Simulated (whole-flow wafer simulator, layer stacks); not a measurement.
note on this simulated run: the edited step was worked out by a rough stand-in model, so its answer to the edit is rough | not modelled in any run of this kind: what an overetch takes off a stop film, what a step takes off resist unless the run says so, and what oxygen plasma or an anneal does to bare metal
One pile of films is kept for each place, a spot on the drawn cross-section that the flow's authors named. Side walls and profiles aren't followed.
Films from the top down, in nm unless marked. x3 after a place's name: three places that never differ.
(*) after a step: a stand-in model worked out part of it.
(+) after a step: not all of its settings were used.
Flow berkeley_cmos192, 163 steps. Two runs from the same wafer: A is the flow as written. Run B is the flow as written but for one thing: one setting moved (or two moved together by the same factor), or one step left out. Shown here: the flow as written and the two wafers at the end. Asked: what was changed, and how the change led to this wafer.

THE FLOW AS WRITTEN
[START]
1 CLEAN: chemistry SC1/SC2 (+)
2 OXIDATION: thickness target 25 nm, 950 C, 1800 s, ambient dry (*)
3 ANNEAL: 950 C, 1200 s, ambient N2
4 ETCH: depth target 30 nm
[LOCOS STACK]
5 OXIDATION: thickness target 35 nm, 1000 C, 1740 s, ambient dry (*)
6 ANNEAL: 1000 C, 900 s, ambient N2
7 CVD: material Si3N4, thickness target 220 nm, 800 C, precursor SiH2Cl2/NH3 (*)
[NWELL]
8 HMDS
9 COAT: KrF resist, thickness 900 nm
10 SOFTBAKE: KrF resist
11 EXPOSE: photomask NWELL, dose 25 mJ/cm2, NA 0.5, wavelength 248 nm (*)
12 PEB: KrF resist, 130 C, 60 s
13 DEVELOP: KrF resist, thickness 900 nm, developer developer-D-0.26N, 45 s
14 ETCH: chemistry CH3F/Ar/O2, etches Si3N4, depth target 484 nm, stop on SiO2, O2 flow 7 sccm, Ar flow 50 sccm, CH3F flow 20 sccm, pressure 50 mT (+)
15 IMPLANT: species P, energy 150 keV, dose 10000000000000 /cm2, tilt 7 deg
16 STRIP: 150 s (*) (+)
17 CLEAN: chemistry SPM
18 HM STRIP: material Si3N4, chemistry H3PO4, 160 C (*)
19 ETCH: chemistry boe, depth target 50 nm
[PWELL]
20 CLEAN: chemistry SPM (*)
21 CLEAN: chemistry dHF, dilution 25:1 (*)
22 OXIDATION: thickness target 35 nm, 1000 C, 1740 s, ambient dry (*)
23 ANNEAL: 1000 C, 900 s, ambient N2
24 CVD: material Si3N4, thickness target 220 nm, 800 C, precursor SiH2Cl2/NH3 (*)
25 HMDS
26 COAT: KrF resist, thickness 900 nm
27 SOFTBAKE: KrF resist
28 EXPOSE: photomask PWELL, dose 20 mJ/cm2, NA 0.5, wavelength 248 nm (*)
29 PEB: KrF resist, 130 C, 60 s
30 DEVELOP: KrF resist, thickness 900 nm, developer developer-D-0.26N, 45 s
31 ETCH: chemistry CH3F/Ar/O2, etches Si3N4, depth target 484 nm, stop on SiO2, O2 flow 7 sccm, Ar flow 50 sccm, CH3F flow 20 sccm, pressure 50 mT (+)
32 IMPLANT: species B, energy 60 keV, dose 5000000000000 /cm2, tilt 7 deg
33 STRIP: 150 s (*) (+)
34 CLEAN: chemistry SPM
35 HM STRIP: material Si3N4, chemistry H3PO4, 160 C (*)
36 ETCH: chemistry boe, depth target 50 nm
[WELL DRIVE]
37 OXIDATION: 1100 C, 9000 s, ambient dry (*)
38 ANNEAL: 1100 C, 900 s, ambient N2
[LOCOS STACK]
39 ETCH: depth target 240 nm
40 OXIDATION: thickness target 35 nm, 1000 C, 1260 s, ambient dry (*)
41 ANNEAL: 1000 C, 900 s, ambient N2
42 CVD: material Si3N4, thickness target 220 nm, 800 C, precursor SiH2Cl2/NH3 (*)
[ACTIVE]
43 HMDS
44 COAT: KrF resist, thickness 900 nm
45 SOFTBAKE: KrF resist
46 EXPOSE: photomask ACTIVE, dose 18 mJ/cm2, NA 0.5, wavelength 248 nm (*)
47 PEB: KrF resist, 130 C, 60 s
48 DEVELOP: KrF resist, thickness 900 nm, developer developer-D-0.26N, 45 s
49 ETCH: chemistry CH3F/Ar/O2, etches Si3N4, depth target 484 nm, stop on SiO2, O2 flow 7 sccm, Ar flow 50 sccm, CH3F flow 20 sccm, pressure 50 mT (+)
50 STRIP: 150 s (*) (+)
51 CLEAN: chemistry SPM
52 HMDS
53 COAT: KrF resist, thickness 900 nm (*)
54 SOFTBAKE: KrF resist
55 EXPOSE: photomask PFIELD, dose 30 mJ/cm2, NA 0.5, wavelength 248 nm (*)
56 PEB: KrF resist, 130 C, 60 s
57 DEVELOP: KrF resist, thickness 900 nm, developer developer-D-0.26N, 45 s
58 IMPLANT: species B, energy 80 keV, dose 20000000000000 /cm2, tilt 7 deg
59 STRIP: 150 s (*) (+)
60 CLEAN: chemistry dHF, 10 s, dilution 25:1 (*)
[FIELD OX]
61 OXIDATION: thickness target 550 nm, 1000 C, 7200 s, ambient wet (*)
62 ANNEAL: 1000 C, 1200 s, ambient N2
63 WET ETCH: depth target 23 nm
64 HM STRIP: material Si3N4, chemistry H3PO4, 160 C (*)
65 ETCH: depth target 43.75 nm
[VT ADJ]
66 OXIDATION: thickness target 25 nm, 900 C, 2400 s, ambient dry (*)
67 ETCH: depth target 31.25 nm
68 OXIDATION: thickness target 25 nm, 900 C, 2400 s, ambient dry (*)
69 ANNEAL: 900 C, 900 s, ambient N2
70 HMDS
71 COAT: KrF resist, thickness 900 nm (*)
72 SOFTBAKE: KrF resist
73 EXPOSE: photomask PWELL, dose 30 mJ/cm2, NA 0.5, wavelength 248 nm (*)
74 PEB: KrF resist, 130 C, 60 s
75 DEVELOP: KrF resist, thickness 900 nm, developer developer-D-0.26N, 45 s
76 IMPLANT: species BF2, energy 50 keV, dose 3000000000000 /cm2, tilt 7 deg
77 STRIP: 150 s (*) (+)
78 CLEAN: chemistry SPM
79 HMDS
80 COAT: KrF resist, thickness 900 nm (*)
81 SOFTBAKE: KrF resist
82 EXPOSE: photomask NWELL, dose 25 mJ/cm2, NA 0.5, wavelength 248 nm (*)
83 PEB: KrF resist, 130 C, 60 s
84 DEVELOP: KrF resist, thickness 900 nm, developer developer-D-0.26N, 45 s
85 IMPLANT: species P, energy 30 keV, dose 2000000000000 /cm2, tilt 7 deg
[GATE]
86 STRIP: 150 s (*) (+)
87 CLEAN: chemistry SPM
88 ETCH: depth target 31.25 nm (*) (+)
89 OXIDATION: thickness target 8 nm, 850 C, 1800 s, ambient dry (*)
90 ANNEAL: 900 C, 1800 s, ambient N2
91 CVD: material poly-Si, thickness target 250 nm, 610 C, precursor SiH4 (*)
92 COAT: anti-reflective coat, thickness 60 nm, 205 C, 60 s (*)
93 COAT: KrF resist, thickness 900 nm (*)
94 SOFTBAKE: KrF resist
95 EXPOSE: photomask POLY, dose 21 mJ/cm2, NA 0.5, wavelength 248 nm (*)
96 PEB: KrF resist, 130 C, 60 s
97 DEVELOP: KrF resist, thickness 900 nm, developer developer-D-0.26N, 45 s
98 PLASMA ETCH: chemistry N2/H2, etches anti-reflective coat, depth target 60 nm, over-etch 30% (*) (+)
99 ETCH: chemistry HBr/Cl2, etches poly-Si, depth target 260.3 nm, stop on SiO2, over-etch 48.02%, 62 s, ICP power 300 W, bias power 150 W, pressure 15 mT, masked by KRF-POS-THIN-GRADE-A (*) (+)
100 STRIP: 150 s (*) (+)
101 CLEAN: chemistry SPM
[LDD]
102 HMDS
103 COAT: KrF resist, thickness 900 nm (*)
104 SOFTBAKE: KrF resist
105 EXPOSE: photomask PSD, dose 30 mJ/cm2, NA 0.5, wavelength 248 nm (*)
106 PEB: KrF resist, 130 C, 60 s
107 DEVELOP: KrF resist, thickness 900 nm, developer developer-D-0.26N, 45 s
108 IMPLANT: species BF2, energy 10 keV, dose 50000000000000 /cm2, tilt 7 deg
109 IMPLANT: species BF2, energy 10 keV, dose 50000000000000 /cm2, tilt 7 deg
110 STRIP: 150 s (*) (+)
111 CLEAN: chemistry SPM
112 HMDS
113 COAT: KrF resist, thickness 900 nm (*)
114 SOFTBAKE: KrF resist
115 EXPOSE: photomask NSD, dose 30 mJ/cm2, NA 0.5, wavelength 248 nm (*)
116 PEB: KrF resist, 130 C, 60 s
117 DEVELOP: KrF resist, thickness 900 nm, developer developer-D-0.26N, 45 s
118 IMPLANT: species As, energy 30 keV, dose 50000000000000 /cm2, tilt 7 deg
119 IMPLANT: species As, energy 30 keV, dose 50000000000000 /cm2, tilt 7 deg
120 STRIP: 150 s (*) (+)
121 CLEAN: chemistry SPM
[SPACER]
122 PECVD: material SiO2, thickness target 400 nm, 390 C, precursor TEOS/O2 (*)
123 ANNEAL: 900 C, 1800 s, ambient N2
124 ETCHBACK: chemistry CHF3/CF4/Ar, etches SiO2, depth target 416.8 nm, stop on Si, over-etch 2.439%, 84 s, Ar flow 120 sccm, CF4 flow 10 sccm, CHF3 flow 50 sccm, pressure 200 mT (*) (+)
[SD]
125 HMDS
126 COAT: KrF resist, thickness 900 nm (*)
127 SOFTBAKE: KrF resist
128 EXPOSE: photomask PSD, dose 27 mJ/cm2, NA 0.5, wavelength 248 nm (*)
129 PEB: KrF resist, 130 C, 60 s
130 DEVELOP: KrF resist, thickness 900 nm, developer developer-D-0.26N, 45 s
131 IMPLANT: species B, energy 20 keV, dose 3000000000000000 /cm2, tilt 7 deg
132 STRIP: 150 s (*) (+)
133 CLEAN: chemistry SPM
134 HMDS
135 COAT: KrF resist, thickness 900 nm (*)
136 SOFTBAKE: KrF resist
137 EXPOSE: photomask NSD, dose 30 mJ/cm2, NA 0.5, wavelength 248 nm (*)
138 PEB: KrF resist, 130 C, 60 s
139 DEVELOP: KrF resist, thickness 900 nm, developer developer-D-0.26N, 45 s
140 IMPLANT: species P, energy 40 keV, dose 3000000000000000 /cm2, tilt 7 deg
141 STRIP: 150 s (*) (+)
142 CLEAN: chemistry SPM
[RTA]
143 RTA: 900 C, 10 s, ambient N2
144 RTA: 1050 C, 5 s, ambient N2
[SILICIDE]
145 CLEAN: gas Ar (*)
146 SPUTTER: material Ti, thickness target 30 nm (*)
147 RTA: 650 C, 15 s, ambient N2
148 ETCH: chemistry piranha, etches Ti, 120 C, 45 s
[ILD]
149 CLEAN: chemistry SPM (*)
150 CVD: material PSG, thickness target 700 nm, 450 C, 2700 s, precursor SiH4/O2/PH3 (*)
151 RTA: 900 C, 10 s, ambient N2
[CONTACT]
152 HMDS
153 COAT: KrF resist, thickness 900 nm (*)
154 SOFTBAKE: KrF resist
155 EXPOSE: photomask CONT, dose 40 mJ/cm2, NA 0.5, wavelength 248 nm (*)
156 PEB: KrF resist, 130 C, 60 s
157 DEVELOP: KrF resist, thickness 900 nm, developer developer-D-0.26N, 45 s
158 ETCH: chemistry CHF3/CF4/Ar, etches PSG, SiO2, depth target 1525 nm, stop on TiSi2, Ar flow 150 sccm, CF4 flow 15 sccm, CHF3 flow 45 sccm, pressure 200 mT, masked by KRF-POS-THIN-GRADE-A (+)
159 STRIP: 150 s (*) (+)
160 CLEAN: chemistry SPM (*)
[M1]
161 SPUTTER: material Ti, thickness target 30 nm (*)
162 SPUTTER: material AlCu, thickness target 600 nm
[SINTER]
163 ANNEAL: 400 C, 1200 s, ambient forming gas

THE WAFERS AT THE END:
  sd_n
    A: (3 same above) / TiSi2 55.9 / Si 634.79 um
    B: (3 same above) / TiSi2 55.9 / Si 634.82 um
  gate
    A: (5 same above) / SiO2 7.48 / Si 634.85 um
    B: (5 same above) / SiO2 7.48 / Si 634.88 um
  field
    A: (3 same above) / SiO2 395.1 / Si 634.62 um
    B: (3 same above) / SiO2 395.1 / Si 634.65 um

The cause: step 37, OXIDATION: 4500 s was run, where the flow has 9000 s.

How the change led to this, step by step:
  37 OXIDATION: 1100 C, 9000 s, ambient dry (*)
      field, sd_n, spacer_n and 6 more: A SiO2 +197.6 (new film), Si -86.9 | B SiO2 +129.1 (new film), Si -56.8
  39 ETCH: depth target 240 nm
      field, sd_n, spacer_n and 6 more: A SiO2 -197.6 (all of it) | B SiO2 -129.1 (all of it)
